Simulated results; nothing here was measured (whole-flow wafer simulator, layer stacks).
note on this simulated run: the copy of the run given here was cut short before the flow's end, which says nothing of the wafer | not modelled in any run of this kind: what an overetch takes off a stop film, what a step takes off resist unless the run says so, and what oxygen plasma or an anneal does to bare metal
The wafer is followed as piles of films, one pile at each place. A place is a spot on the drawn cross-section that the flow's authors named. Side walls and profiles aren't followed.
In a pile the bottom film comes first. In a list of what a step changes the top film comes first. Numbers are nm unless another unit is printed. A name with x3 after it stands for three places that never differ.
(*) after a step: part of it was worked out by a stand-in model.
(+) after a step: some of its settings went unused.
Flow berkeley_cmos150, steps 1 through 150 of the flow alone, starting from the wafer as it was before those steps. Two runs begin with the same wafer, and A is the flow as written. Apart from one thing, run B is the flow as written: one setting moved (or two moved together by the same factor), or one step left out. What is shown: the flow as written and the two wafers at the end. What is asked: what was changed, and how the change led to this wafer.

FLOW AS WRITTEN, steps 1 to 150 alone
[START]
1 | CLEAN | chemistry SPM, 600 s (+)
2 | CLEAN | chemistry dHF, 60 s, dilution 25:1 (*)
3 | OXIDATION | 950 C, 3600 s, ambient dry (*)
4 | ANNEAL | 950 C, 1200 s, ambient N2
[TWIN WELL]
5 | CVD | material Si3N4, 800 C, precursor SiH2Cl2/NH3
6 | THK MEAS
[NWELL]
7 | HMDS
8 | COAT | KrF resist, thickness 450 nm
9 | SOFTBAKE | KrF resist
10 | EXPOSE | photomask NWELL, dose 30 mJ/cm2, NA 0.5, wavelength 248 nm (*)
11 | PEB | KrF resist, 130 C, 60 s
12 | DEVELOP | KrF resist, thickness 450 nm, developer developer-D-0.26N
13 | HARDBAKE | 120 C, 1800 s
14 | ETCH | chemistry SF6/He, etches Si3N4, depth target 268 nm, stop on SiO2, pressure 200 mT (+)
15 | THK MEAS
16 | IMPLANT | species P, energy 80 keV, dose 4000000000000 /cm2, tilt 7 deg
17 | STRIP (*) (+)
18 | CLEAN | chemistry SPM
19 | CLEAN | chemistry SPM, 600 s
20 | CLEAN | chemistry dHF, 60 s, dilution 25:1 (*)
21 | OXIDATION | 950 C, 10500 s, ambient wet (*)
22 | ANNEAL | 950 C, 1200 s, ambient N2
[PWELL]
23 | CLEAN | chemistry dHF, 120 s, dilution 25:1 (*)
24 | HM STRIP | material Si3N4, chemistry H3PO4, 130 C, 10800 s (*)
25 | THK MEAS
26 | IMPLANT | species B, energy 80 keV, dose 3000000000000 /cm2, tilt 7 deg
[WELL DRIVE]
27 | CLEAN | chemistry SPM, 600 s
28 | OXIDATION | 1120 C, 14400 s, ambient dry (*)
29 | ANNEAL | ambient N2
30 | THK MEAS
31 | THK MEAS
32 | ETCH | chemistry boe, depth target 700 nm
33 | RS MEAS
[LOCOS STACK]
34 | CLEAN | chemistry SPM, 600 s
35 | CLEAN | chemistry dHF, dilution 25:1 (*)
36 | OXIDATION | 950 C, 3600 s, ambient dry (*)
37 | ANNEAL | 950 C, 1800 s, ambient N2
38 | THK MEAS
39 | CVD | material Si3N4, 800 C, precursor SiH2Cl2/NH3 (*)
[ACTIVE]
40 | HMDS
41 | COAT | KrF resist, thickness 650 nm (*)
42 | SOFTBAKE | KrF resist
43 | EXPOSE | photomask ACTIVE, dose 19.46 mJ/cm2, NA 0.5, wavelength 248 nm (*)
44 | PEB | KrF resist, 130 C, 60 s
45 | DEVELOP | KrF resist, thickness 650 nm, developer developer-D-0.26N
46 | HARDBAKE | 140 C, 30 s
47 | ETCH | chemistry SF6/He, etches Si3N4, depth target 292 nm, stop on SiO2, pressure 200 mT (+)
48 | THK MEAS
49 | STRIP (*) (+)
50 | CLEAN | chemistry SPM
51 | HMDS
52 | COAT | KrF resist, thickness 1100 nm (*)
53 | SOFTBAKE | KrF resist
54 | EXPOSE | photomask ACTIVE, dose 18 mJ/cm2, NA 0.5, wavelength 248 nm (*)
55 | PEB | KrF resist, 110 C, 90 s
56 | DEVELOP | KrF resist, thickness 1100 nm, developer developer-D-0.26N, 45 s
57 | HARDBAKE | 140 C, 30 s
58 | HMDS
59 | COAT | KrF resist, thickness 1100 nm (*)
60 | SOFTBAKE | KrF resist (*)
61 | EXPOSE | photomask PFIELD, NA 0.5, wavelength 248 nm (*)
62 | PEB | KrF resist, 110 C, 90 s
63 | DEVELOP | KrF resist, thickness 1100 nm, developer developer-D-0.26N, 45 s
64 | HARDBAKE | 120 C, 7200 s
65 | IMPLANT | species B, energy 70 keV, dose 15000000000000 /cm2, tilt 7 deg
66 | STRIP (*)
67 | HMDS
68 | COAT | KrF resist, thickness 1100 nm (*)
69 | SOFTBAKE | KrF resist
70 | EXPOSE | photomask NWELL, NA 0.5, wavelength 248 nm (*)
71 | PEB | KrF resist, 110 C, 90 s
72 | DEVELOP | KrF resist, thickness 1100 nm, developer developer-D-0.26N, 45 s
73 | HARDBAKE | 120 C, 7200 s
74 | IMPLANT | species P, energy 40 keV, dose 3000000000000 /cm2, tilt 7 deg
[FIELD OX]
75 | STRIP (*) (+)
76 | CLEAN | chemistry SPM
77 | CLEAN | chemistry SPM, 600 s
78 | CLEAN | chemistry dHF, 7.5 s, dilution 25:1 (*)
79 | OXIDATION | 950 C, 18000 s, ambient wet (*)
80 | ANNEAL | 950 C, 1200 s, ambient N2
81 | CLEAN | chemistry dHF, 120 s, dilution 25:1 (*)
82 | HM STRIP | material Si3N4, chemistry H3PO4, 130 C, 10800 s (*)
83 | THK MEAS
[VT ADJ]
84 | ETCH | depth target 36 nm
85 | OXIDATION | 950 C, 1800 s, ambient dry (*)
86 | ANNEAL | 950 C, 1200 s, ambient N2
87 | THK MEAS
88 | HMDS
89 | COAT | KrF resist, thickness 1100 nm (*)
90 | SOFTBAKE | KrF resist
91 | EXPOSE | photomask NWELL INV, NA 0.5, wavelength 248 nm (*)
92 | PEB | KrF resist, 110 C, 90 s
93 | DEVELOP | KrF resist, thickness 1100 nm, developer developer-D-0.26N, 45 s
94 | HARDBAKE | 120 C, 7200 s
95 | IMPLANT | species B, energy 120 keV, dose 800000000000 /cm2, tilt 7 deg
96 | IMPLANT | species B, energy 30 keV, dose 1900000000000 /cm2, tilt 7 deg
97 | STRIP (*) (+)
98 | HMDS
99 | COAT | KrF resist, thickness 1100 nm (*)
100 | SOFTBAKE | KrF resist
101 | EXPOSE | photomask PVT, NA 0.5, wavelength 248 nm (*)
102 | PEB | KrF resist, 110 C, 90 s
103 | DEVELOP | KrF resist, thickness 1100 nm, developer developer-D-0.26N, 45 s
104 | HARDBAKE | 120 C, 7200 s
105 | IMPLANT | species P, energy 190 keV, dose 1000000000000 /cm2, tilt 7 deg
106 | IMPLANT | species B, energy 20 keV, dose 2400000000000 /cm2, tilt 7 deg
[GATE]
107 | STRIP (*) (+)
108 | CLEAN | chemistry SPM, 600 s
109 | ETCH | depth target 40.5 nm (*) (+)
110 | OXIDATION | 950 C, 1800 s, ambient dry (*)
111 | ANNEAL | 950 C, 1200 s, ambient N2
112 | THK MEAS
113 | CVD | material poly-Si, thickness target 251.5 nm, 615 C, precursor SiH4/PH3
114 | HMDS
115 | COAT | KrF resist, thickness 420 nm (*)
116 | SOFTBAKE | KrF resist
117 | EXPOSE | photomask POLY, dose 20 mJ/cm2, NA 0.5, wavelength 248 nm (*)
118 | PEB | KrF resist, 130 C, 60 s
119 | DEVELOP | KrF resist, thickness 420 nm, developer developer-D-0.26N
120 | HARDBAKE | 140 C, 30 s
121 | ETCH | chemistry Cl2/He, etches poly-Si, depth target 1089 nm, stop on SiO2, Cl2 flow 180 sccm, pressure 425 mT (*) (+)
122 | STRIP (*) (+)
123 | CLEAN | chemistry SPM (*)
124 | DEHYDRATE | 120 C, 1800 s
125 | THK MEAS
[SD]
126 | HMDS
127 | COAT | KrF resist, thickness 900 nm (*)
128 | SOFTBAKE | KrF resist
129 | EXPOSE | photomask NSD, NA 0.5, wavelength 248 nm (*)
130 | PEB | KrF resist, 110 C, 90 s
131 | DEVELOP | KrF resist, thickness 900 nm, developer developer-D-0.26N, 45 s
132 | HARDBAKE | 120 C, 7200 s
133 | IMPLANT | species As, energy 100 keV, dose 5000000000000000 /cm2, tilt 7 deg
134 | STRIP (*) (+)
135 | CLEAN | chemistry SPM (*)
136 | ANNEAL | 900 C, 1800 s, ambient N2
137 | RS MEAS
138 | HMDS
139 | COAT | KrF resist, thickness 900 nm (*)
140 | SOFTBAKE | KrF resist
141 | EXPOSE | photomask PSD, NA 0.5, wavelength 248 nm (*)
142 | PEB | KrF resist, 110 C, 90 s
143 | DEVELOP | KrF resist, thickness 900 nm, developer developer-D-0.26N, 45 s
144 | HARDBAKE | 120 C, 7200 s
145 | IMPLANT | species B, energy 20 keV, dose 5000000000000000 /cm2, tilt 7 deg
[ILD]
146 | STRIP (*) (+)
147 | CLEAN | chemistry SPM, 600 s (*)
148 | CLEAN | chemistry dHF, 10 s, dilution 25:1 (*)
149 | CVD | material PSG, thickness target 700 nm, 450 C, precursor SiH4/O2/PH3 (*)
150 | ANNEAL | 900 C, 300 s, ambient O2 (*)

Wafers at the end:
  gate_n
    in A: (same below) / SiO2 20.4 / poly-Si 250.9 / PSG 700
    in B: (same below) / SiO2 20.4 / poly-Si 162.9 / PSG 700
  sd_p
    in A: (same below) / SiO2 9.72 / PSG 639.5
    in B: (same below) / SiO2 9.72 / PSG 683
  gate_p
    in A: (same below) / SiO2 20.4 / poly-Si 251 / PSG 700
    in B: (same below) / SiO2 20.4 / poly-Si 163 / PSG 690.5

Cause: step 113, CVD: thickness target 163.5 nm was run, whereas the flow has thickness target 251.5 nm.

Step by step, how the change led to this:
  113 | CVD | material poly-Si, thickness target 251.5 nm, 615 C, precursor SiH4/PH3
      field, field_p, sd_n, gate_n, sd_p, gate_p, contact, m1: A poly-Si gains 251.5 (new film) | B poly-Si gains 163.5 (new film)
  121 | ETCH | chemistry Cl2/He, etches poly-Si, depth target 1089 nm, stop on SiO2, Cl2 flow 180 sccm, pressure 425 mT (*) (+)
      field, field_p, sd_n, sd_p, contact, m1: A poly-Si loses 251.5 (all of it), SiO2 loses 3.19 | B poly-Si loses 163.5 (all of it), SiO2 loses 3.19
      gate_n, gate_p: A KrF resist loses 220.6 | B KrF resist loses 157.7
  122 | STRIP (*) (+)
      gate_n: A chemical SiO2 gains 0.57 (new film), KrF resist loses 169.8 (all of it), poly-Si loses 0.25 | B chemical SiO2 gains 0.61 (new film), KrF resist loses 230.4 (all of it), poly-Si loses 0.27
      gate_p: A chemical SiO2 gains 0.57 (new film), KrF resist loses 206.4 (all of it), poly-Si loses 0.25 | B chemical SiO2 gains 0.61 (new film), KrF resist loses 266.6 (all of it), poly-Si loses 0.27
  127 | COAT | KrF resist, thickness 900 nm (*)
      gate_n: A KrF resist gains 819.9 (new film) | B KrF resist gains 879.7 (new film)
      gate_p: A KrF resist gains 888.9 (new film) | B KrF resist gains 949.8 (new film)
  131 | DEVELOP | KrF resist, thickness 900 nm, developer developer-D-0.26N, 45 s
      gate_n: A KrF resist loses 814.3 (all of it) | B KrF resist loses 873.7 (all of it)
  132 | HARDBAKE | 120 C, 7200 s
      gate_p: A KrF resist loses 14 | B KrF resist loses 15
  134 | STRIP (*) (+)
      gate_p: A KrF resist loses 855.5 (all of it), chemical SiO2 gains 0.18 | B KrF resist loses 914.9 (all of it), chemical SiO2 gains 0.18
  139 | COAT | KrF resist, thickness 900 nm (*)
      gate_n: A KrF resist gains 819.8 (new film) | B KrF resist gains 879.6 (new film)
      gate_p: A KrF resist gains 888.9 (new film) | B KrF resist gains 949.7 (new film)
  143 | DEVELOP | KrF resist, thickness 900 nm, developer developer-D-0.26N, 45 s
      gate_p: A KrF resist loses 882.7 (all of it) | B KrF resist loses 943.1 (all of it)
  144 | HARDBAKE | 120 C, 7200 s
      gate_n: A KrF resist loses 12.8 | B KrF resist loses 13.8
  146 | STRIP (*) (+)
      gate_n: A KrF resist loses 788 (all of it), chemical SiO2 gains 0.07, poly-Si loses 0.03 | B KrF resist loses 846.4 (all of it), chemical SiO2 gains 0.07, poly-Si loses 0.03
  149 | CVD | material PSG, thickness target 700 nm, 450 C, precursor SiH4/O2/PH3 (*)
      sd_p: A PSG gains 639.5 (new film) | B PSG gains 683 (new film)
